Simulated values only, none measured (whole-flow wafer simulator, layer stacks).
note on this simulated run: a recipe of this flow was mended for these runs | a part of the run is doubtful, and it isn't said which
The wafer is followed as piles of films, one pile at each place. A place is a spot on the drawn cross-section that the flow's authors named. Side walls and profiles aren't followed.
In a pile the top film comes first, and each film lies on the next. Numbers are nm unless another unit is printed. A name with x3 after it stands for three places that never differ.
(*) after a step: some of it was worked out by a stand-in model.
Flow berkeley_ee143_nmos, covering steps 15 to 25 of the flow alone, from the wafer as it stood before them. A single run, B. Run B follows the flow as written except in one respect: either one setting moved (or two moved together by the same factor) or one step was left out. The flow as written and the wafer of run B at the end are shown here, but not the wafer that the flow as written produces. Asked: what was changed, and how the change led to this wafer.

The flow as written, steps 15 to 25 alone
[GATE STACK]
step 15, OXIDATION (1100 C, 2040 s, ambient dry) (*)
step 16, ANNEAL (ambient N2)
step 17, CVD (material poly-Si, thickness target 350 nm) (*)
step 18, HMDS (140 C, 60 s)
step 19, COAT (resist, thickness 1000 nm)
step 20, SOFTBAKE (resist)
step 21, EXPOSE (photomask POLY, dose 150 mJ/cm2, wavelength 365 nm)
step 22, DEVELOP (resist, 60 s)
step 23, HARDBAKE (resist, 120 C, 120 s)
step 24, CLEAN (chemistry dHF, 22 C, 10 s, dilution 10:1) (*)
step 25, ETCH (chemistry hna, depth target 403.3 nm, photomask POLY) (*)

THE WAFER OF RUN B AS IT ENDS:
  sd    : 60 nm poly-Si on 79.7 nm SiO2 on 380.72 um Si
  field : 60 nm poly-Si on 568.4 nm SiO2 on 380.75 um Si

Cause: step 25, ETCH: depth target 290 nm was run, though the flow has depth target 403.3 nm.

How this came from the change, step by step:
  step 25, ETCH (chemistry hna, depth target 403.3 nm, photomask POLY) (*)
      sd, contact, field: -290 poly-Si (it would be, as written: -350 poly-Si (all of it), -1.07 SiO2)
